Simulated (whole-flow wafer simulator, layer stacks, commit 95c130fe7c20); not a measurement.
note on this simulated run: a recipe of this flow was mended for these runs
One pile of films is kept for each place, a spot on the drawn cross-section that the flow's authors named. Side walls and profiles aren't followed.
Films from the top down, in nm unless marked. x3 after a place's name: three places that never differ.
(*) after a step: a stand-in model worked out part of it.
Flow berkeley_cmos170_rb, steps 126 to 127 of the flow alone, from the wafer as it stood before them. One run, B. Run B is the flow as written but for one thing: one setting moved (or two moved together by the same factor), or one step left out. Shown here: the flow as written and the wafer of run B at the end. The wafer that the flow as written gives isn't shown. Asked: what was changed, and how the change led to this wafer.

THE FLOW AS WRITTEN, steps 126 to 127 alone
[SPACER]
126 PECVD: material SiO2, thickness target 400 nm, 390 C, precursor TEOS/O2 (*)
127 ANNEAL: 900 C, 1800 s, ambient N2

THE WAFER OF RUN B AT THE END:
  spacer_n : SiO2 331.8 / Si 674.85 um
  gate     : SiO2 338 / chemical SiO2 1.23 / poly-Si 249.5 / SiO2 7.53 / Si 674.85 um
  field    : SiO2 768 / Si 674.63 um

The cause: step 126, PECVD: thickness target 338 nm was run, where the flow has thickness target 400 nm.
It can be read off the wafer: gate has SiO2 338, and step 126 as written asks for 400 nm.

How the change led to this, step by step:
  126 PECVD: material SiO2, thickness target 400 nm, 390 C, precursor TEOS/O2 (*)
      field, sd_n, contact, m1: SiO2 +338 (as written it would be: SiO2 +400)
      spacer_n, sd_p, spacer_p: SiO2 +325.8 (as written it would be: SiO2 +385.3)
      (and at 2 more places)
